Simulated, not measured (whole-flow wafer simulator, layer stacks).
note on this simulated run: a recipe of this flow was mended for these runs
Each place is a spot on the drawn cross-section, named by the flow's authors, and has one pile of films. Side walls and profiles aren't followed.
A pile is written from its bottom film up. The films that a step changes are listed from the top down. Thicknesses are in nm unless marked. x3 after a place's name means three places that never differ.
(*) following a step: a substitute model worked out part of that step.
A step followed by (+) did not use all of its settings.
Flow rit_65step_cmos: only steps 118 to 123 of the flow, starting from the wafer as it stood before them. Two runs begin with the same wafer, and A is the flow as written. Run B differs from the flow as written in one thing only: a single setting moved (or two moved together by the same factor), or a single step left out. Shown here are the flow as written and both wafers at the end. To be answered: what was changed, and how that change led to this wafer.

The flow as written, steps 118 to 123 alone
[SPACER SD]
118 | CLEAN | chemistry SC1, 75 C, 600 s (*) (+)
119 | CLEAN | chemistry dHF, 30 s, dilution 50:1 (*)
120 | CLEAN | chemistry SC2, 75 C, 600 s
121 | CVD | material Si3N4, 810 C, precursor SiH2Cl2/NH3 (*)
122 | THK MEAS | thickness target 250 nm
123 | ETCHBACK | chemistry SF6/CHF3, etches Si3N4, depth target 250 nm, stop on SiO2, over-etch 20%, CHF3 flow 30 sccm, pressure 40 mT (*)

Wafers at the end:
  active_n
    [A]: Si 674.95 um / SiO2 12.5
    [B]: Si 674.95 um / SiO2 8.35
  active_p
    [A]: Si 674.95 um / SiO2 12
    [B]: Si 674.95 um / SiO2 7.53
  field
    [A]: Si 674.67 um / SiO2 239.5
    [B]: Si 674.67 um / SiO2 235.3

Cause: step 119, CLEAN: 42 s was run, though the flow has 30 s.

How this came from the change, step by step:
  119 | CLEAN | chemistry dHF, 30 s, dilution 50:1 (*)
      field, active_n, gate_n, spacer, sd_n x3: A -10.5 SiO2 | B -14.7 SiO2
      field_p, active_p, gate_p, spacer_p, sd_p: A -11.1 SiO2 | B -15.5 SiO2
      (and at 2 other places as well)
